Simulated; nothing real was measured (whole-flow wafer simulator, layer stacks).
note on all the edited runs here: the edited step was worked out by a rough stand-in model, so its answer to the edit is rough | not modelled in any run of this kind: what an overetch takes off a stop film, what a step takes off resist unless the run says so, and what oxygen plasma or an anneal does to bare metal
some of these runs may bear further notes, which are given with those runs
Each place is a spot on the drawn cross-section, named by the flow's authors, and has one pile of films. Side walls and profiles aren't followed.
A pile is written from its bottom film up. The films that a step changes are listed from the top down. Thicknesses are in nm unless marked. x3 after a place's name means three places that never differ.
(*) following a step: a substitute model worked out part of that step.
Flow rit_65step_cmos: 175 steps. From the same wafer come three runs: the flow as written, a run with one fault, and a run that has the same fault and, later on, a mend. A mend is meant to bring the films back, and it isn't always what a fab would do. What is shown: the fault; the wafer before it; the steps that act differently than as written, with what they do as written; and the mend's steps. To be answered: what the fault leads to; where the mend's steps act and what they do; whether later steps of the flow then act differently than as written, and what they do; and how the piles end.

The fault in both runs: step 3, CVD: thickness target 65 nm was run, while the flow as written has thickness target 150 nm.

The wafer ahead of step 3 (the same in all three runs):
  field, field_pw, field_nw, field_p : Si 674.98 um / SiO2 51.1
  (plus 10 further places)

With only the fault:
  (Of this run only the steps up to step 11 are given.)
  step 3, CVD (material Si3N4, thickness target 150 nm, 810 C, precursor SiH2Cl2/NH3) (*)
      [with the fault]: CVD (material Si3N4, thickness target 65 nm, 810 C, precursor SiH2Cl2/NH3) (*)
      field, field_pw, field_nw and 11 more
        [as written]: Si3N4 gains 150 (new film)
        [with the fault]: Si3N4 gains 65 (new film)
  None of the later steps of the flow up to step 11 acts differently than as written at any place that is followed.
  Once step 11 is done, the piles at field, field_pw, field_nw and 11 more depart from the flow's by more than 2% or 0.5 nm, whichever is larger.
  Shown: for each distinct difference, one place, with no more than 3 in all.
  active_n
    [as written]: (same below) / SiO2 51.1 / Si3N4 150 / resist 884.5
    [with the fault]: (same below) / SiO2 51.1 / Si3N4 65 / resist 884.5
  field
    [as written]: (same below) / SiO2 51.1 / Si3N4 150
    [with the fault]: (same below) / SiO2 51.1 / Si3N4 65

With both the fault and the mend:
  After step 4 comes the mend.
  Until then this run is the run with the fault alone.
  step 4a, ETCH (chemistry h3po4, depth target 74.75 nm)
      field, field_pw, field_nw and 11 more
        Si3N4 loses 65 (all of it)
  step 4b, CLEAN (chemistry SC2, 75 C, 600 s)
      does not change any film at any place that is followed
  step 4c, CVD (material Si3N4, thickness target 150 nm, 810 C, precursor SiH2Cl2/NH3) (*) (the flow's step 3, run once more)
      field, field_pw, field_nw and 11 more
        Si3N4 gains 150 (new film)
  None of the later steps of the flow acts differently than as written at any place that is followed.
  The piles end the same as the flow's at every place that both follow.
